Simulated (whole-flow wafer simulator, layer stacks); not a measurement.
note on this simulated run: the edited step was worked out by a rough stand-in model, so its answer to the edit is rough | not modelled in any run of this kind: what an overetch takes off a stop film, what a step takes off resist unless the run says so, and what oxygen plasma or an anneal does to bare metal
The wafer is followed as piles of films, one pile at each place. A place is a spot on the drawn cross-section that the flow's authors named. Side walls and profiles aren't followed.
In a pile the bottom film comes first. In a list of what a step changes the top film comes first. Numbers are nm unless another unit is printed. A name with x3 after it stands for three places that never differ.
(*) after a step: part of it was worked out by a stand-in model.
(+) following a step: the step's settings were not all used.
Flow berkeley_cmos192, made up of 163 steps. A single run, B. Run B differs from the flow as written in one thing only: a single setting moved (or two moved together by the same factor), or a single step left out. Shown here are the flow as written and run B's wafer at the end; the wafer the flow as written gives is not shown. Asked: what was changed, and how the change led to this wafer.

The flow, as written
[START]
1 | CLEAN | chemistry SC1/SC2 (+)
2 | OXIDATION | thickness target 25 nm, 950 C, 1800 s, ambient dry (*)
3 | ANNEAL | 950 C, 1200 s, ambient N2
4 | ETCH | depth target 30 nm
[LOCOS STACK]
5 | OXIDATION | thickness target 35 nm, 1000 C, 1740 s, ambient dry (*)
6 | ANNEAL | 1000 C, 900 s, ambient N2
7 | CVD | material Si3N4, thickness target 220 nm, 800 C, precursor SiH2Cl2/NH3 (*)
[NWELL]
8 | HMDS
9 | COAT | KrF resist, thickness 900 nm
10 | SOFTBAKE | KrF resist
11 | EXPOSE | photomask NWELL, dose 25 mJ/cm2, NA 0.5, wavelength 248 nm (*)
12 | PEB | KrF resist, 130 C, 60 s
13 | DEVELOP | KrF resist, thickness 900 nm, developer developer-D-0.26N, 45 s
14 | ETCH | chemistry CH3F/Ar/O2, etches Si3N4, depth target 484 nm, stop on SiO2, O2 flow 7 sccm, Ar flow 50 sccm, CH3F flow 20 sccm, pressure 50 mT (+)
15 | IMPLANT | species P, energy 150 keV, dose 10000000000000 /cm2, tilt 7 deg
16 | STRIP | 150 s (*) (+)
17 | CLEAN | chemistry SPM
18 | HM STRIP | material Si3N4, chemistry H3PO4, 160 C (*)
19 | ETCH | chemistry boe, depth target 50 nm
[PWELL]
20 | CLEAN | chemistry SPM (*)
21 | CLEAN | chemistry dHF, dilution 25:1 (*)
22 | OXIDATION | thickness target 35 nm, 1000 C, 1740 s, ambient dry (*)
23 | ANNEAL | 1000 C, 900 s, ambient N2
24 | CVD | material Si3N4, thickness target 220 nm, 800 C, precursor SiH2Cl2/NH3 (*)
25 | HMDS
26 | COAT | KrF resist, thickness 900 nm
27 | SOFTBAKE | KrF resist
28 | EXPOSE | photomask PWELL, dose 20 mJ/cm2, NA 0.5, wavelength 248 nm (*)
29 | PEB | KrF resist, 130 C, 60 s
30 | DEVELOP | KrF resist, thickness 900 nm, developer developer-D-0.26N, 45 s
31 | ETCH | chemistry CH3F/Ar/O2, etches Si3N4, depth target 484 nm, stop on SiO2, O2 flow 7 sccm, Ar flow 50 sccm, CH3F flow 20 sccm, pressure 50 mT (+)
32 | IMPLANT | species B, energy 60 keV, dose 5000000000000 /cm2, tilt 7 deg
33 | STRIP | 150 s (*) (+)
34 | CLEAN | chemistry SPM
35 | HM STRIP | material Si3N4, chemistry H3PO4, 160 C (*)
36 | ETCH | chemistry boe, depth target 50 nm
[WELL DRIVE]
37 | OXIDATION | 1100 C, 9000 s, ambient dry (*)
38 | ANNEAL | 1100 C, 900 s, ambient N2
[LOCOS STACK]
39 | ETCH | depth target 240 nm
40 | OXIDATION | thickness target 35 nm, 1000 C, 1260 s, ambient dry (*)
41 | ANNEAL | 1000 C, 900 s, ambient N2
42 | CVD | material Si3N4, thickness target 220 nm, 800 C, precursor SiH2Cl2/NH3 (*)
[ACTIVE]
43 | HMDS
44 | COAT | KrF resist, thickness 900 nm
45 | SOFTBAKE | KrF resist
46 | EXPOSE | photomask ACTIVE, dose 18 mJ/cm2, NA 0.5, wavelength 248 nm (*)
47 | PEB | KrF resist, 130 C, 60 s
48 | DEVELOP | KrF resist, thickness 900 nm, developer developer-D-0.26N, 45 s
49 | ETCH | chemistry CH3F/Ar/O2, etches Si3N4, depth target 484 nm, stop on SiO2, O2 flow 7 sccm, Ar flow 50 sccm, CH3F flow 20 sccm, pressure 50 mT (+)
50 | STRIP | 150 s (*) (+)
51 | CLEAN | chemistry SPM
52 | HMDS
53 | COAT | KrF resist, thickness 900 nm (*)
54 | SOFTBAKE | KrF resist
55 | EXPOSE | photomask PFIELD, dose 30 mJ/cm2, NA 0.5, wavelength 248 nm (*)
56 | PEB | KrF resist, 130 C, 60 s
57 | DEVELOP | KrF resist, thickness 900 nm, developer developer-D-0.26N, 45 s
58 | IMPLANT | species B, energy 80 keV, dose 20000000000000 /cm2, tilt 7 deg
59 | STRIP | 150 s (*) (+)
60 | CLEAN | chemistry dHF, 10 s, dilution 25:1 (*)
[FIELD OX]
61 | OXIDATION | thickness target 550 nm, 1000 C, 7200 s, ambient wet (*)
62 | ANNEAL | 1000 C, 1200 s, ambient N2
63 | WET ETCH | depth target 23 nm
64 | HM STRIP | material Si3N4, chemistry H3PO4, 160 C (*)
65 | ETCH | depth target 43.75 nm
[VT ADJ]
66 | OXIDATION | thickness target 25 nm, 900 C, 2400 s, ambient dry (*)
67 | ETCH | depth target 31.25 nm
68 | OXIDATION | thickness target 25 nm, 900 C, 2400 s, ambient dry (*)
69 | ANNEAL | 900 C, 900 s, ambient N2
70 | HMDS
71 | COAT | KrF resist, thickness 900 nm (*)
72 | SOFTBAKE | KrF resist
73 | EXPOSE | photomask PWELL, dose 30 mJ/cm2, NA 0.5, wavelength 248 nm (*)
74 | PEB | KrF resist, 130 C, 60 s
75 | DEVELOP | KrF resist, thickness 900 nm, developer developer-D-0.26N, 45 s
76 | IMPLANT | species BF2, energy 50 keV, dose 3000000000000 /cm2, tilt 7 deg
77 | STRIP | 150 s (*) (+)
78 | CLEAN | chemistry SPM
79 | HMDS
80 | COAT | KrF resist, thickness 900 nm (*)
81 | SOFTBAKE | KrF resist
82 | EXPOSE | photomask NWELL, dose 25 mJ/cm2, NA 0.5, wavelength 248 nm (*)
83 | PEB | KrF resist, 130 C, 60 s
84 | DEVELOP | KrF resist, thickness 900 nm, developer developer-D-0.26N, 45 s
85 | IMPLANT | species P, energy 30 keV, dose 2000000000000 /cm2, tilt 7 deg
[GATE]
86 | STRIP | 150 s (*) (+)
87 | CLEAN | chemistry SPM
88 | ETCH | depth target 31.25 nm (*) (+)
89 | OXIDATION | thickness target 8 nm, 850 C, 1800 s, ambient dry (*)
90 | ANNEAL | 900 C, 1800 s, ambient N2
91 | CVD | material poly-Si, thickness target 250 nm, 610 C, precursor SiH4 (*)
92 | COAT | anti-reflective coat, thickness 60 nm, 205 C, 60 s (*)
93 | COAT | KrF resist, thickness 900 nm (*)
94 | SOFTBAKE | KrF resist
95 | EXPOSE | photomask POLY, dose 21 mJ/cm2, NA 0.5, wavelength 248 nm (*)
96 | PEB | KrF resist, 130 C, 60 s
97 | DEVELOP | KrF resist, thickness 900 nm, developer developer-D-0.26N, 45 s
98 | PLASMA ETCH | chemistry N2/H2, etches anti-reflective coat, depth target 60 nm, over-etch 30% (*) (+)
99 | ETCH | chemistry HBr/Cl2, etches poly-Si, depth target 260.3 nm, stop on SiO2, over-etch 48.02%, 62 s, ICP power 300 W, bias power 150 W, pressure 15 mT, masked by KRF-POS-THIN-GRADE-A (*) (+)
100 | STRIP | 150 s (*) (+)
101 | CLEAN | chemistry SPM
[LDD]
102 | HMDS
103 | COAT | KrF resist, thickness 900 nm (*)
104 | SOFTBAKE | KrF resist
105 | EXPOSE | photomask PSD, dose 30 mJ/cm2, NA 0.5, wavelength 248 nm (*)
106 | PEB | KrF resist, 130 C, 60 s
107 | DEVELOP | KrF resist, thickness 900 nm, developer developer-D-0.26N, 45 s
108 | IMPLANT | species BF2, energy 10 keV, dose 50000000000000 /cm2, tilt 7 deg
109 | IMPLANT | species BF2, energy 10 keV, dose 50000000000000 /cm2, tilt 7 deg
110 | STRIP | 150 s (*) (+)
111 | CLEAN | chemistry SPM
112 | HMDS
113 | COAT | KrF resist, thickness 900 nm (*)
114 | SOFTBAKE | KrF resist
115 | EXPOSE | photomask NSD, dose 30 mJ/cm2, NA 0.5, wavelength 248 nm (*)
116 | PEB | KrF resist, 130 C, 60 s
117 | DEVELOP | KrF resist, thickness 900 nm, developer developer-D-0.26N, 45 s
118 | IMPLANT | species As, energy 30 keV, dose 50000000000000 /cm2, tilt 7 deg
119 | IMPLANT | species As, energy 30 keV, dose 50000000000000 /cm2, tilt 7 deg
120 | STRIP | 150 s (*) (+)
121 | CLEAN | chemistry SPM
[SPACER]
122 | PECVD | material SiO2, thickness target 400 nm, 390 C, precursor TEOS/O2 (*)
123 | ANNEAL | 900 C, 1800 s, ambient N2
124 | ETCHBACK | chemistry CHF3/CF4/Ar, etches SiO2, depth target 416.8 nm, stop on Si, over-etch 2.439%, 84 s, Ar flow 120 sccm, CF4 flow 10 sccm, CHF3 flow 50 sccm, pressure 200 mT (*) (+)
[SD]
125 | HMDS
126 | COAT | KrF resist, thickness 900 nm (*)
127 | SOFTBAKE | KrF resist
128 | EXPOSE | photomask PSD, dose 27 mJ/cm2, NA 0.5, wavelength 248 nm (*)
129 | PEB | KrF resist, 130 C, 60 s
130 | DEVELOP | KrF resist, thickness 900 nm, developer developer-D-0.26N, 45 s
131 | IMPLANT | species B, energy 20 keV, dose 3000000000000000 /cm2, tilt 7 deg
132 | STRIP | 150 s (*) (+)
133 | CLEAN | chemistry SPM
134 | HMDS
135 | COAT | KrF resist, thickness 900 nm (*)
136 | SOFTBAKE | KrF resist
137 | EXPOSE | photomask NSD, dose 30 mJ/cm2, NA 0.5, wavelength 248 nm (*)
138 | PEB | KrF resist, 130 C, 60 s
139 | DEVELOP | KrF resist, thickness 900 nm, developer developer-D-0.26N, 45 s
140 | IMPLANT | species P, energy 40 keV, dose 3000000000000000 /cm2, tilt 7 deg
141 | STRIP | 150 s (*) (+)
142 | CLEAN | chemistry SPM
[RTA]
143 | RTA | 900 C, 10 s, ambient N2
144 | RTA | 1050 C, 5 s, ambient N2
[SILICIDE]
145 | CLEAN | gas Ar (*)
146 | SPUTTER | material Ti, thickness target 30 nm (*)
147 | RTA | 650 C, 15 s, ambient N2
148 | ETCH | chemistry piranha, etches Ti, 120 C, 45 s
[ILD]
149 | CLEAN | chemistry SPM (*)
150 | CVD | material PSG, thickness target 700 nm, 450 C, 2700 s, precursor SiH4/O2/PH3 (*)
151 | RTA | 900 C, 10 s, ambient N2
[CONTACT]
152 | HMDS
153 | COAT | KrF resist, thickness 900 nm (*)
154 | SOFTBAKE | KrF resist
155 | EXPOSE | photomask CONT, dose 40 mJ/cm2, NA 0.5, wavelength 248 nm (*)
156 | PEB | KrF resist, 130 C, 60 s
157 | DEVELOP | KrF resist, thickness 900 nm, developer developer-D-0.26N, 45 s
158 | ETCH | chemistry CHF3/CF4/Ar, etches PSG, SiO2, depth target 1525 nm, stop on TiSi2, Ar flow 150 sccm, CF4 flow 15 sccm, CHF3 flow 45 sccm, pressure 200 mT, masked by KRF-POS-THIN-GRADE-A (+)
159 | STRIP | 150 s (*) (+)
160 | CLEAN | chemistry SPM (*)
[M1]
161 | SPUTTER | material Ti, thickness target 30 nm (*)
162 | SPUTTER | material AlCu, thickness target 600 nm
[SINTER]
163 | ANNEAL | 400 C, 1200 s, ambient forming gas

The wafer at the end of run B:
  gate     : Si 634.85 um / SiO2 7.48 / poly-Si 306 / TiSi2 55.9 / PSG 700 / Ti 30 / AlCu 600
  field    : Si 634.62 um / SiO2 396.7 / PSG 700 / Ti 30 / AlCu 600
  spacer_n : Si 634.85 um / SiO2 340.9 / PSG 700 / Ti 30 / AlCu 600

What caused this: step 91, CVD: thickness target 365 nm was run, whereas the flow has thickness target 250 nm.

Step by step, how the change led to this:
  91 | CVD | material poly-Si, thickness target 250 nm, 610 C, precursor SiH4 (*)
      field, sd_n, spacer_n and 6 more: +365 poly-Si (new film) (it would be, as written: +250 poly-Si (new film))
  92 | COAT | anti-reflective coat, thickness 60 nm, 205 C, 60 s (*)
      field: +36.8 anti-reflective coat (new film) (it would be, as written: +35.3 anti-reflective coat (new film))
      sd_n: +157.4 anti-reflective coat (new film) (it would be, as written: +152.4 anti-reflective coat (new film))
      (as well as at 1 more place)
  98 | PLASMA ETCH | chemistry N2/H2, etches anti-reflective coat, depth target 60 nm, over-etch 30% (*) (+)
      field: -36.8 anti-reflective coat (all of it), -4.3 poly-Si (it would be, as written: -35.3 anti-reflective coat (all of it), -4.18 poly-Si)
      sd_n: -157.4 anti-reflective coat (all of it), -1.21 poly-Si (it would be, as written: -152.4 anti-reflective coat (all of it), -1.17 poly-Si)
      (as well as at 1 more place)
  99 | ETCH | chemistry HBr/Cl2, etches poly-Si, depth target 260.3 nm, stop on SiO2, over-etch 48.02%, 62 s, ICP power 300 W, bias power 150 W, pressure 15 mT, masked by KRF-POS-THIN-GRADE-A (*) (+)
      spacer_n, spacer_p: -360.6 poly-Si (all of it), -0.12 SiO2 (it would be, as written: -245.8 poly-Si (all of it), -1.74 SiO2)
      field: -360.7 poly-Si (all of it), -0.12 SiO2 (it would be, as written: -245.8 poly-Si (all of it), -1.74 SiO2)
      (as well as at 4 more places)
  103 | COAT | KrF resist, thickness 900 nm (*)
      gate: +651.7 KrF resist (new film) (it would be, as written: +748 KrF resist (new film))
      gate_p: +647.8 KrF resist (new film) (it would be, as written: +744.1 KrF resist (new film))
  107 | DEVELOP | KrF resist, thickness 900 nm, developer developer-D-0.26N, 45 s
      gate_p: -646.8 KrF resist (all of it) (it would be, as written: -742.9 KrF resist (all of it))
  110 | STRIP | 150 s (*) (+)
      gate: -636.5 KrF resist (all of it), +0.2 chemical SiO2, -0.09 poly-Si (it would be, as written: -732.7 KrF resist (all of it), +0.2 chemical SiO2, -0.09 poly-Si)
  113 | COAT | KrF resist, thickness 900 nm (*)
      gate: +651.6 KrF resist (new film) (it would be, as written: +747.9 KrF resist (new film))
      gate_p: +647.7 KrF resist (new film) (it would be, as written: +743.9 KrF resist (new film))
  117 | DEVELOP | KrF resist, thickness 900 nm, developer developer-D-0.26N, 45 s
      gate: -650.6 KrF resist (all of it) (it would be, as written: -746.8 KrF resist (all of it))
  120 | STRIP | 150 s (*) (+)
      gate_p: -632.5 KrF resist (all of it), +0.12 chemical SiO2, -0.05 poly-Si (it would be, as written: -728.6 KrF resist (all of it), +0.12 chemical SiO2, -0.05 poly-Si)
  124 | ETCHBACK | chemistry CHF3/CF4/Ar, etches SiO2, depth target 416.8 nm, stop on Si, over-etch 2.439%, 84 s, Ar flow 120 sccm, CF4 flow 10 sccm, CHF3 flow 50 sccm, pressure 200 mT (*) (+)
      spacer_n: -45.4 SiO2 (it would be, as written: -160 SiO2)
      spacer_p: -45.3 SiO2 (it would be, as written: -159.9 SiO2)
  126 | COAT | KrF resist, thickness 900 nm (*)
      spacer_n: +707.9 KrF resist (new film) (it would be, as written: +791.6 KrF resist (new film))
      gate: +689.9 KrF resist (new film) (it would be, as written: +771.5 KrF resist (new film))
      (as well as at 2 more places)
  130 | DEVELOP | KrF resist, thickness 900 nm, developer developer-D-0.26N, 45 s
      spacer_p: -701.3 KrF resist (all of it) (it would be, as written: -784.6 KrF resist (all of it))
      gate_p: -683.1 KrF resist (all of it) (it would be, as written: -764.3 KrF resist (all of it))
  132 | STRIP | 150 s (*) (+)
      spacer_n: -692.6 KrF resist (all of it) (it would be, as written: -776.1 KrF resist (all of it))
      gate: +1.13 chemical SiO2 (new film), -674.6 KrF resist (all of it), -0.5 poly-Si (it would be, as written: +1.13 chemical SiO2 (new film), -756.1 KrF resist (all of it), -0.5 poly-Si)
  135 | COAT | KrF resist, thickness 900 nm (*)
      spacer_n: +708.2 KrF resist (new film) (it would be, as written: +791.1 KrF resist (new film))
      gate: +689.5 KrF resist (new film) (it would be, as written: +770.3 KrF resist (new film))
      (as well as at 2 more places)
  139 | DEVELOP | KrF resist, thickness 900 nm, developer developer-D-0.26N, 45 s
      spacer_n: -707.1 KrF resist (all of it) (it would be, as written: -789.9 KrF resist (all of it))
      gate: -688.4 KrF resist (all of it) (it would be, as written: -769.1 KrF resist (all of it))
  ... another 2 steps ...
  159 | STRIP | 150 s (*) (+)
      field: -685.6 KrF resist (all of it) (it would be, as written: -671.6 KrF resist (all of it))
      spacer_n: -559.8 KrF resist (all of it) (it would be, as written: -620.3 KrF resist (all of it))
      (as well as at 4 more places)
